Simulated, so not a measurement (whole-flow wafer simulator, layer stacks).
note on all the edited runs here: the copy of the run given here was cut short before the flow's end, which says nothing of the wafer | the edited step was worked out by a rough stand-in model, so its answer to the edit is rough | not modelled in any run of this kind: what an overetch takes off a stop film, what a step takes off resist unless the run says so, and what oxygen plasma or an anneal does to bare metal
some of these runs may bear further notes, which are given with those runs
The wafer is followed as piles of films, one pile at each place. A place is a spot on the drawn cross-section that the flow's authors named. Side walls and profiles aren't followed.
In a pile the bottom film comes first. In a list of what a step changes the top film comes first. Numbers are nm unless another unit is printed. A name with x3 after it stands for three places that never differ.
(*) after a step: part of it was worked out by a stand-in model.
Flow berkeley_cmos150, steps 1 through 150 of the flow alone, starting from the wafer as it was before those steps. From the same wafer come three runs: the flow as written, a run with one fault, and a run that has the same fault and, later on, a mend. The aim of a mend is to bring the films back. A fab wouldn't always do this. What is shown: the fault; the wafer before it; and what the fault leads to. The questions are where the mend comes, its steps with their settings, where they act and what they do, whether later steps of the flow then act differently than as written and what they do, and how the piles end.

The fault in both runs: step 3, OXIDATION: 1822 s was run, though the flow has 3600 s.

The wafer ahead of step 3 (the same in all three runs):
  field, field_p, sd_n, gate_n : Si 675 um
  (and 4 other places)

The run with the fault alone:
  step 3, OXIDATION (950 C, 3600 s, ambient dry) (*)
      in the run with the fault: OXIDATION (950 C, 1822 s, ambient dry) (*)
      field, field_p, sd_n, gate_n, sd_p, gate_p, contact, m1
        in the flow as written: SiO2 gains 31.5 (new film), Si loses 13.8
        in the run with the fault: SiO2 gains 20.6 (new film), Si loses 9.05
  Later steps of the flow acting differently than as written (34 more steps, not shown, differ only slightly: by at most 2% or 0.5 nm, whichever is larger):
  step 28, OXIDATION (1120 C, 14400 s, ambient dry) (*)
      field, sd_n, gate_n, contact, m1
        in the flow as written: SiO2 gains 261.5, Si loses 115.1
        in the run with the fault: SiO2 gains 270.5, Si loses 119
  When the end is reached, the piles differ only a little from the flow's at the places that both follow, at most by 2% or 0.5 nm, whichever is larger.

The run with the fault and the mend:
  The mend stands after step 4.
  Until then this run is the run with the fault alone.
  step 4a, OXIDATION (950 C, 1629 s, ambient dry) (*) (a further turn of the flow's step 3, with different settings)
      field, field_p, sd_n, gate_n, sd_p, gate_p, contact, m1
        SiO2 gains 11, Si loses 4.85
  None of the later steps of the flow differs from how it acts as written, at any place that is followed, by more than 2% or 0.5 nm, whichever is larger.
  At every place that both follow, the piles at the end match the flow's.
